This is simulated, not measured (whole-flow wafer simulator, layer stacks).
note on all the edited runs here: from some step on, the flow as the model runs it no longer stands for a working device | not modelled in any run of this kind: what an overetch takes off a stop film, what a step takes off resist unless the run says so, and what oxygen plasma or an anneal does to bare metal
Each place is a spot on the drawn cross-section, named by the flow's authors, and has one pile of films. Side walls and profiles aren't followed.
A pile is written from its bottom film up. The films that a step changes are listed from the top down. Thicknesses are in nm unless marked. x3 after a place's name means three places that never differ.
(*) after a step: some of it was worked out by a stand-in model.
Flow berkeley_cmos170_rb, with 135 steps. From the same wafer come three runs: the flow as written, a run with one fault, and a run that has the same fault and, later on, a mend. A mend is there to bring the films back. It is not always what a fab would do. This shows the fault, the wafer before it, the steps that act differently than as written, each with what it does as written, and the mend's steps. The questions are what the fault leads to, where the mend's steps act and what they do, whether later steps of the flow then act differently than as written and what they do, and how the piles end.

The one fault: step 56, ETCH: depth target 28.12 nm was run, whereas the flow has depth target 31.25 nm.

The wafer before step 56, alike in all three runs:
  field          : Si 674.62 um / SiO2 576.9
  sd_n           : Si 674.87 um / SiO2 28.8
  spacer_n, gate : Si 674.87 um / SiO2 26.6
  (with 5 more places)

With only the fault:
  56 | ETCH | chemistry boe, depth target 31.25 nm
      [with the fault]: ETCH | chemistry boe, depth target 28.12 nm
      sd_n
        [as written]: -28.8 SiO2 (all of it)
        [with the fault]: -28.1 SiO2
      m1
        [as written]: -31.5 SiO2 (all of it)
        [with the fault]: -28.1 SiO2
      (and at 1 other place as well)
  Later steps of the flow acting differently than as written (34 other steps are not shown; they differ only slightly, by no more than 2% or 0.5 nm, whichever is larger):
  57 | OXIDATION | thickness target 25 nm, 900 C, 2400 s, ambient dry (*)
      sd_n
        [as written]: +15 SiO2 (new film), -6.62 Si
        [with the fault]: +14.4 SiO2, -6.33 Si
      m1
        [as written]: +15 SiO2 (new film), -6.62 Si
        [with the fault]: +13 SiO2, -5.74 Si
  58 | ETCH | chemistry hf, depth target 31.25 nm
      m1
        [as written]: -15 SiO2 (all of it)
        [with the fault]: -16.4 SiO2 (all of it)
  When the end is reached, the piles differ only a little from the flow's at the places that both follow, at most by 2% or 0.5 nm, whichever is larger.

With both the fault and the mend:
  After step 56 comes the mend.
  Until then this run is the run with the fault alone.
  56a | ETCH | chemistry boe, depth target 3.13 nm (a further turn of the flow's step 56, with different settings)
      field
        -3.13 SiO2
      sd_n
        -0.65 SiO2 (all of it)
      m1
        -3.39 SiO2 (all of it)
  None of the later steps of the flow differs from how it acts as written, at any place that is followed, by more than 2% or 0.5 nm, whichever is larger.
  The piles end the same as the flow's at every place that both follow.
